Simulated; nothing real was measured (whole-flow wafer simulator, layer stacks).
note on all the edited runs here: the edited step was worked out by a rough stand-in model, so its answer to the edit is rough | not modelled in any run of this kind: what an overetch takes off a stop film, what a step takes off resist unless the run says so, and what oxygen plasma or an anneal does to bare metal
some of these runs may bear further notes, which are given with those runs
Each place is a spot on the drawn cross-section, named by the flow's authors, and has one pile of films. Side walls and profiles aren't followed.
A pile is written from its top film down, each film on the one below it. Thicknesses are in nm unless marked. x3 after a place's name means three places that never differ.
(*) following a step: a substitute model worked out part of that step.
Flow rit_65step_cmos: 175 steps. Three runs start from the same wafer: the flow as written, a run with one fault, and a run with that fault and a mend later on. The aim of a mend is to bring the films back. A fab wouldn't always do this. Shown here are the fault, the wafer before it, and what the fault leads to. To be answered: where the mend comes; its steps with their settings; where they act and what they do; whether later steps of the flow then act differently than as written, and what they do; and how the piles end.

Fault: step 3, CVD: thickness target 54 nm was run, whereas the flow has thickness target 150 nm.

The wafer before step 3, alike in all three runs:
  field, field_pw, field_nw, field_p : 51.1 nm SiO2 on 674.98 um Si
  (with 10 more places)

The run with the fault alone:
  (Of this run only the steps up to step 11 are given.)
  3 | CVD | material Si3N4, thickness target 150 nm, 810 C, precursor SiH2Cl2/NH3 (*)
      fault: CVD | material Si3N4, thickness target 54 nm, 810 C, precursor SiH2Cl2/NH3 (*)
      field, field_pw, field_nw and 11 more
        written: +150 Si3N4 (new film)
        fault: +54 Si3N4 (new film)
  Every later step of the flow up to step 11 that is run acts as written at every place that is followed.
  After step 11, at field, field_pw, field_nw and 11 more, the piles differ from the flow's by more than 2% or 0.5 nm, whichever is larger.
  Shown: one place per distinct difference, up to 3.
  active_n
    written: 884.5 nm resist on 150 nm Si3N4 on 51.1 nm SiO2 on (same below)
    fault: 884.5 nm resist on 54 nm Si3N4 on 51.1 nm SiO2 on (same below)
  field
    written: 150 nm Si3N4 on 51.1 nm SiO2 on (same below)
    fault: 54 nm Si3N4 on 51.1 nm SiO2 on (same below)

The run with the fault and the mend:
  After step 4 comes the mend.
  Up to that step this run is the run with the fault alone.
  4a | ETCH | chemistry h3po4, depth target 62.1 nm
      field, field_pw, field_nw and 11 more
        -54 Si3N4 (all of it)
  4b | CLEAN | chemistry SC2, 75 C, 600 s
      alters no film at any place that is followed
  4c | CVD | material Si3N4, thickness target 150 nm, 810 C, precursor SiH2Cl2/NH3 (*) (a further turn of the flow's step 3)
      field, field_pw, field_nw and 11 more
        +150 Si3N4 (new film)
  Every later step of the flow that is run acts as written at every place that is followed.
  At every place that both follow, the piles at the end match the flow's.
